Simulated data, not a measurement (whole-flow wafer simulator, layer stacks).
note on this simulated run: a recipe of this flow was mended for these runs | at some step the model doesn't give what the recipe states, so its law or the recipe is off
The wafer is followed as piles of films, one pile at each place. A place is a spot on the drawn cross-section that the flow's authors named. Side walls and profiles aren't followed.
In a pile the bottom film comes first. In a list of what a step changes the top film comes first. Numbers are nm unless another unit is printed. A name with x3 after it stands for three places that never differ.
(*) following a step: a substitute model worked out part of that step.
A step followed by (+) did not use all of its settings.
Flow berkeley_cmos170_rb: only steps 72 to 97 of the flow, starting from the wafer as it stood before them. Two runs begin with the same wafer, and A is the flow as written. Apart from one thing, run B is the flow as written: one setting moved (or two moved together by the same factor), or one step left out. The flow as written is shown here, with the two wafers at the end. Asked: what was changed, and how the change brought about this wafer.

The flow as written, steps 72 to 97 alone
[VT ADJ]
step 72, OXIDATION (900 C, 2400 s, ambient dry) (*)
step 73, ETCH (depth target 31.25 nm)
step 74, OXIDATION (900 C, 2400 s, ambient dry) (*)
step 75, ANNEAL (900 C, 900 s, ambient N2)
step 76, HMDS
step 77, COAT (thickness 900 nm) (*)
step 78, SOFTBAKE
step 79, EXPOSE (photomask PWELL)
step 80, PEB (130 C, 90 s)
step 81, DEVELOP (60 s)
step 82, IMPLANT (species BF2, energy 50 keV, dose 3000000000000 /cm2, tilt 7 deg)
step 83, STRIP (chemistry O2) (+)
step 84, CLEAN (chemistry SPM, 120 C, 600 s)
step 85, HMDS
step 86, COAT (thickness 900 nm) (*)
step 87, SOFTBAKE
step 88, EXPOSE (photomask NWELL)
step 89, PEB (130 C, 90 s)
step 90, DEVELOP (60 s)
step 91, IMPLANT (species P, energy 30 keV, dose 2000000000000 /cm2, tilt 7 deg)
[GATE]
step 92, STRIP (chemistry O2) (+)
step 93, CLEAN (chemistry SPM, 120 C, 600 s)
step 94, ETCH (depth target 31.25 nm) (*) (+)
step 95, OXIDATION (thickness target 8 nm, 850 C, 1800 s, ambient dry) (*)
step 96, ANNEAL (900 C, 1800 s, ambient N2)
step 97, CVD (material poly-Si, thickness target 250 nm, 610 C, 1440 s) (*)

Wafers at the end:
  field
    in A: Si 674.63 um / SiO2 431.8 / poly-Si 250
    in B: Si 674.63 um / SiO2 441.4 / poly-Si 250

Cause: step 73, ETCH: depth target 21.68 nm was run, though the flow has depth target 31.25 nm.

The path from the change to this, step by step:
  step 73, ETCH (depth target 31.25 nm)
      field: A SiO2 loses 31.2 | B SiO2 loses 21.7
